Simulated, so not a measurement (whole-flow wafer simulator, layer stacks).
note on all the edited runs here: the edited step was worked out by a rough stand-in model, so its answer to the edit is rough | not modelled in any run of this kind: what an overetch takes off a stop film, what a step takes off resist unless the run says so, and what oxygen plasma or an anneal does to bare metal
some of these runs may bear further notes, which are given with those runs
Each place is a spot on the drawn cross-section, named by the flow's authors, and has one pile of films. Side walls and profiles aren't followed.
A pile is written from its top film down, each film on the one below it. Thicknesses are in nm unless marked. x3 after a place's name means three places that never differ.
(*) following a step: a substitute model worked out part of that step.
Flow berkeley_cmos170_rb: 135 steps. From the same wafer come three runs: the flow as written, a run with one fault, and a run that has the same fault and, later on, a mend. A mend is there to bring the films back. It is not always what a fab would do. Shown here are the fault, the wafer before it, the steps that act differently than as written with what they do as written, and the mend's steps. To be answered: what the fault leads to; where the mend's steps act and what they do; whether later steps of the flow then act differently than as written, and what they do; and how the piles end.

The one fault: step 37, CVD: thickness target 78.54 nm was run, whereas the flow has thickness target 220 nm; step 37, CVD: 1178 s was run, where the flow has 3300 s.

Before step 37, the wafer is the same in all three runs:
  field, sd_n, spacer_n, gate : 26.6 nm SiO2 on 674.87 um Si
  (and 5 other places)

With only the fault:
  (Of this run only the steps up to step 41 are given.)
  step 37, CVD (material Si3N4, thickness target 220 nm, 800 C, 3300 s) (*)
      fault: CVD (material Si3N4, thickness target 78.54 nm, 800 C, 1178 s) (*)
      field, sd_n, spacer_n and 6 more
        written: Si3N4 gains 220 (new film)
        fault: Si3N4 gains 78.5 (new film)
  Every later step of the flow up to step 41 that is run acts as written at every place that is followed.
  After step 41, at field, sd_n, spacer_n and 6 more, the piles differ from the flow's by more than 2% or 0.5 nm, whichever is larger.
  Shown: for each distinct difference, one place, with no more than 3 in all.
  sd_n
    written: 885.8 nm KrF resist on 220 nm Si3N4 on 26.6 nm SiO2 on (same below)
    fault: 885.8 nm KrF resist on 78.5 nm Si3N4 on 26.6 nm SiO2 on (same below)
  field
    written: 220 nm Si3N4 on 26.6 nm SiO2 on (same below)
    fault: 78.5 nm Si3N4 on 26.6 nm SiO2 on (same below)

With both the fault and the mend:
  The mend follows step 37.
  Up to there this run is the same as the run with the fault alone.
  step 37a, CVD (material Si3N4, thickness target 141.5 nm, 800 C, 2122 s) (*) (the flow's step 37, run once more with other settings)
      field, sd_n, spacer_n and 6 more
        Si3N4 gains 141.5
  Every later step of the flow that is run acts as written, at every place that is followed, to within 2% or 0.5 nm, whichever is larger.
  The piles end the same as the flow's at every place that both follow.
